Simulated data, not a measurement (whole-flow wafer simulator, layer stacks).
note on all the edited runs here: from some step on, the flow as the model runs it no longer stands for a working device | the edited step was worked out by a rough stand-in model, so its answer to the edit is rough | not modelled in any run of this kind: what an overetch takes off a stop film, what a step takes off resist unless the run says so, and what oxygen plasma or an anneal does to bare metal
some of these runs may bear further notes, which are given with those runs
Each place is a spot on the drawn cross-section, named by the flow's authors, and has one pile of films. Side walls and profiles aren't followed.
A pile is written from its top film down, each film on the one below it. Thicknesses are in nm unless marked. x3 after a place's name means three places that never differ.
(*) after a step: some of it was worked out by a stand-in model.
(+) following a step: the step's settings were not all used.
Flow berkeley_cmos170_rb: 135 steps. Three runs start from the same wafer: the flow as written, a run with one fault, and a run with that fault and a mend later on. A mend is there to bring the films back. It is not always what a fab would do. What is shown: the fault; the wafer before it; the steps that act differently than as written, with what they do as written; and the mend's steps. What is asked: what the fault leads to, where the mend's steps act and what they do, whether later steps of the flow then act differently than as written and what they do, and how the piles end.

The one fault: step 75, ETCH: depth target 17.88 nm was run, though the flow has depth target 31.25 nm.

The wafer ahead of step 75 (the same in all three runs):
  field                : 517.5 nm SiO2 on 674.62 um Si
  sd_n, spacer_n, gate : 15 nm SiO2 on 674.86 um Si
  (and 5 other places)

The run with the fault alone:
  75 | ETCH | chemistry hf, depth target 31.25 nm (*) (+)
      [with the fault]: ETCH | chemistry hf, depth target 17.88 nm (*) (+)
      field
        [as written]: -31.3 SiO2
        [with the fault]: -17.9 SiO2
  Steps further on in the flow that do not act as written (23 other steps are not shown; they differ only slightly, by no more than 2% or 0.5 nm, whichever is larger):
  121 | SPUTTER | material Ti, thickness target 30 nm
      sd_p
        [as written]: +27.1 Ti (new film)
        [with the fault]: +25.4 Ti (new film)
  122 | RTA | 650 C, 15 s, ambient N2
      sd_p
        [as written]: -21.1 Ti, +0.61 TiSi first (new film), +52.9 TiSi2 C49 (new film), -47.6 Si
        [with the fault]: -19.8 Ti, +50.4 TiSi2 C49 (new film), -45 Si
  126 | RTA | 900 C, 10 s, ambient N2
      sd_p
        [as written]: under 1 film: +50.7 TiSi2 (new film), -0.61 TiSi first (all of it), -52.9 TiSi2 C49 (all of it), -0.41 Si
        [with the fault]: under 1 film: +47.5 TiSi2 (new film), -50.4 TiSi2 C49 (all of it)
  By the end, the piles at sd_p depart from the flow's by more than 2% or 0.5 nm, whichever is larger.
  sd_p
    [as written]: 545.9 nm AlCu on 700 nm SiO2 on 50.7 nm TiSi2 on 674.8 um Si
    [with the fault]: 541.4 nm AlCu on 700 nm SiO2 on 47.5 nm TiSi2 on 674.81 um Si

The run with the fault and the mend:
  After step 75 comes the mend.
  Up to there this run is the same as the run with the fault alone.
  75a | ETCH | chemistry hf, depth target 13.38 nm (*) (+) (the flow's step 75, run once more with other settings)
      field
        -13.4 SiO2
  Later steps of the flow that are run all act as written at every place that is followed, up to a difference of at most 2% or 0.5 nm, whichever is larger.
  The piles end the same as the flow's at every place that both follow.
